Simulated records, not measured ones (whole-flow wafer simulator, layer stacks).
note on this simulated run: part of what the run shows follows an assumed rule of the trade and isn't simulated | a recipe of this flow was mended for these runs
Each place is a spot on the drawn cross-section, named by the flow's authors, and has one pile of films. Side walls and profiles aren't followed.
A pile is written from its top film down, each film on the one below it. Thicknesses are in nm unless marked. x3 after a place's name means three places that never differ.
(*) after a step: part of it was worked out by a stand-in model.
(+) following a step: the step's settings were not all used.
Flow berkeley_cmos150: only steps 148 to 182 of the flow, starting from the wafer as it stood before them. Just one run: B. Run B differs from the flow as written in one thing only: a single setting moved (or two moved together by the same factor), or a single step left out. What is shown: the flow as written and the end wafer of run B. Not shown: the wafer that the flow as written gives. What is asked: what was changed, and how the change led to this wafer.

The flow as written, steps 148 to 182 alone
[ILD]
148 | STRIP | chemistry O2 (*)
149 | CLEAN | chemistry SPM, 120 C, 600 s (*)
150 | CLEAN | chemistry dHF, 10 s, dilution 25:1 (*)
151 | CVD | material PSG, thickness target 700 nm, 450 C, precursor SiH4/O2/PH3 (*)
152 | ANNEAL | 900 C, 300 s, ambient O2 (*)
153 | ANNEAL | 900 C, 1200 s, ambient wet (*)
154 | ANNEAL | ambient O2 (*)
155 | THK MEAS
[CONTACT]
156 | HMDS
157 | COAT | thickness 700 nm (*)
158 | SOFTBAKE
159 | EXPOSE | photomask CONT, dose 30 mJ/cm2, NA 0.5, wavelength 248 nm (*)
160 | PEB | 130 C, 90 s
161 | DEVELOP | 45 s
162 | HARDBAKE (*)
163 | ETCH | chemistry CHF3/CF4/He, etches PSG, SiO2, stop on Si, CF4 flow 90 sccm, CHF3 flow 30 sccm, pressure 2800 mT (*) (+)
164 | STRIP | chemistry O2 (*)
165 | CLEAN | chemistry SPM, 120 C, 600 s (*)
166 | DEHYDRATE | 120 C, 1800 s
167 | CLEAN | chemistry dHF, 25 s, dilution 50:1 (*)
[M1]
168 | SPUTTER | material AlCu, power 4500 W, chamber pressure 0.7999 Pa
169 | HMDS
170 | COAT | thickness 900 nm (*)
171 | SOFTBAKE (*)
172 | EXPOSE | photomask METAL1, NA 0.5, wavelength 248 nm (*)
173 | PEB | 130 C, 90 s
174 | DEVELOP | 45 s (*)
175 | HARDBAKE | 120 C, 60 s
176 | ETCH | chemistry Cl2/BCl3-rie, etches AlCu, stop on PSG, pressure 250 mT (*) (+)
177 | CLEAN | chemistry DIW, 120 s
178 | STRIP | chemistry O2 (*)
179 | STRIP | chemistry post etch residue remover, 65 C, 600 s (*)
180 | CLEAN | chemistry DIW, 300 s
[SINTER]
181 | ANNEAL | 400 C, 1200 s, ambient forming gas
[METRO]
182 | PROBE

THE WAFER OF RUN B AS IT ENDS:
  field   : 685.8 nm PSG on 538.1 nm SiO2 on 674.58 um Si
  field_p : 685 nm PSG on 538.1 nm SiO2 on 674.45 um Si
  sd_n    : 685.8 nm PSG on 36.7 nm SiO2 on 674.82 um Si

What caused this: step 151, CVD: thickness target 784 nm was run, while the flow as written has thickness target 700 nm.

How this came from the change, step by step:
  151 | CVD | material PSG, thickness target 700 nm, 450 C, precursor SiH4/O2/PH3 (*)
      field, field_p, sd_n, gate_n, gate_p, contact, m1: PSG gains 784 (new film) (it would be, as written: PSG gains 700 (new film))
      sd_p: PSG gains 713.6 (new film) (it would be, as written: PSG gains 639.5 (new film))
  153 | ANNEAL | 900 C, 1200 s, ambient wet (*)
      sd_n, contact, m1: PSG loses 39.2, SiO2 gains 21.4, Si loses 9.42 (it would be, as written: PSG loses 35, SiO2 gains 22.8, Si loses 10)
      field, field_p: PSG loses 39.2, SiO2 gains 15.6, Si loses 6.85 (it would be, as written: PSG loses 35, SiO2 gains 16.3, Si loses 7.15)
      (and at 3 other places as well)
  163 | ETCH | chemistry CHF3/CF4/He, etches PSG, SiO2, stop on Si, CF4 flow 90 sccm, CHF3 flow 30 sccm, pressure 2800 mT (*) (+)
      field, field_p, sd_n, gate_n, sd_p, gate_p, m1: KrF-resist loses 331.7 (it would be, as written: KrF-resist loses 303.7)
      contact: PSG loses 744.8 (all of it), SiO2 loses 36.7 (all of it), Si loses 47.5 (it would be, as written: PSG loses 665 (all of it), SiO2 loses 38.1 (all of it), Si loses 47.5)
  164 | STRIP | chemistry O2 (*)
      field: KrF-resist loses 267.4 (all of it) (it would be, as written: KrF-resist loses 294.5 (all of it))
      field_p: KrF-resist loses 371.1 (all of it) (it would be, as written: KrF-resist loses 397.1 (all of it))
      (and at 5 other places as well)
  168 | SPUTTER | material AlCu, power 4500 W, chamber pressure 0.7999 Pa
      contact: AlCu gains 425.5 (new film) (it would be, as written: AlCu gains 443.6 (new film))
  170 | COAT | thickness 900 nm (*)
      contact: thick-KrF-resist gains 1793 (new film) (it would be, as written: thick-KrF-resist gains 1720.1 (new film))
  175 | HARDBAKE | 120 C, 60 s
      contact: thick-KrF-resist loses 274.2 (it would be, as written: thick-KrF-resist loses 263.1)
  178 | STRIP | chemistry O2 (*)
      contact: thick-KrF-resist loses 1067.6 (all of it) (it would be, as written: thick-KrF-resist loses 1006.2 (all of it))
